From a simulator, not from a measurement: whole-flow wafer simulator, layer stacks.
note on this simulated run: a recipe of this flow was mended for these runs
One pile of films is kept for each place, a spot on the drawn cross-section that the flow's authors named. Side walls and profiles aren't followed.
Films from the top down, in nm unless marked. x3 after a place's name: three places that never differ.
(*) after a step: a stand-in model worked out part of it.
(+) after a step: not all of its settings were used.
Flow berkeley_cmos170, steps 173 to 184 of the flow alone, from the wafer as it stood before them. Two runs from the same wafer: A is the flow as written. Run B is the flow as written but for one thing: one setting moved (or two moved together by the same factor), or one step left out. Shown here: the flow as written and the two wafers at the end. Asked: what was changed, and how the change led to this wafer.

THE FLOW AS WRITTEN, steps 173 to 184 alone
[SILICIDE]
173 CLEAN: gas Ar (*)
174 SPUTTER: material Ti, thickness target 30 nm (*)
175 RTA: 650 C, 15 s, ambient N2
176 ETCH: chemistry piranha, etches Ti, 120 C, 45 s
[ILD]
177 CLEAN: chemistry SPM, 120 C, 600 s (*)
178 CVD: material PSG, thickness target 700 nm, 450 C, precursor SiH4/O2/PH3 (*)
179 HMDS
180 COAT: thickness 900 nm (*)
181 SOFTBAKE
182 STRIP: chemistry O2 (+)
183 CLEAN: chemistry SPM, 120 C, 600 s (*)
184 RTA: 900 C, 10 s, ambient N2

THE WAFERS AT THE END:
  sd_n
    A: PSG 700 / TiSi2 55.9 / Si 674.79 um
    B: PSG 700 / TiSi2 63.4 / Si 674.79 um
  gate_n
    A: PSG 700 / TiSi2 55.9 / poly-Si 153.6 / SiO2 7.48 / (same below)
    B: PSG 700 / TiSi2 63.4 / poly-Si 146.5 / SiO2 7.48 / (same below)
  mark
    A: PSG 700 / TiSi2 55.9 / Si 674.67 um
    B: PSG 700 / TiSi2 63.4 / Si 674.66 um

The cause: step 174, SPUTTER: thickness target 34 nm was run, where the flow has thickness target 30 nm.

How the change led to this, step by step:
  174 SPUTTER: material Ti, thickness target 30 nm (*)
      field, mark, sd_n and 10 more: A Ti +30 (new film) | B Ti +34 (new film)
  175 RTA: 650 C, 15 s, ambient N2
      mark, sd_n, sd_p, contact, m1, via1, m2, via2: A Ti -23.4, TiSi first +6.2 (new film), TiSi2 C49 +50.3 (new film), Si -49 | B Ti -26.5, TiSi first +14.4 (new film), TiSi2 C49 +46 (new film), Si -50.6
      gate_n, gate_p: A Ti -23.4, TiSi first +6.2 (new film), TiSi2 C49 +50.3 (new film), poly-Si -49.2 | B Ti -26.5, TiSi first +14.4 (new film), TiSi2 C49 +46 (new film), poly-Si -50.8
  176 ETCH: chemistry piranha, etches Ti, 120 C, 45 s
      mark, sd_n, gate_n and 7 more: A Ti -6.6 (all of it), TiSi first -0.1 | B Ti -7.48 (all of it), TiSi first -0.1
      field, spacer_n, spacer_p: A Ti -30 (all of it) | B Ti -34 (all of it)
  184 RTA: 900 C, 10 s, ambient N2
      mark, sd_n, sd_p, contact, m1, via1, m2, via2: A under 1 film: TiSi2 +55.9 (new film), TiSi first -6.09 (all of it), TiSi2 C49 -50.3 (all of it), Si -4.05 | B under 1 film: TiSi2 +63.4 (new film), TiSi first -14.3 (all of it), TiSi2 C49 -46 (all of it), Si -9.51
      gate_n, gate_p: A under 1 film: TiSi2 +55.9 (new film), TiSi first -6.09 (all of it), TiSi2 C49 -50.3 (all of it), poly-Si -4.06 | B under 1 film: TiSi2 +63.4 (new film), TiSi first -14.3 (all of it), TiSi2 C49 -46 (all of it), poly-Si -9.55
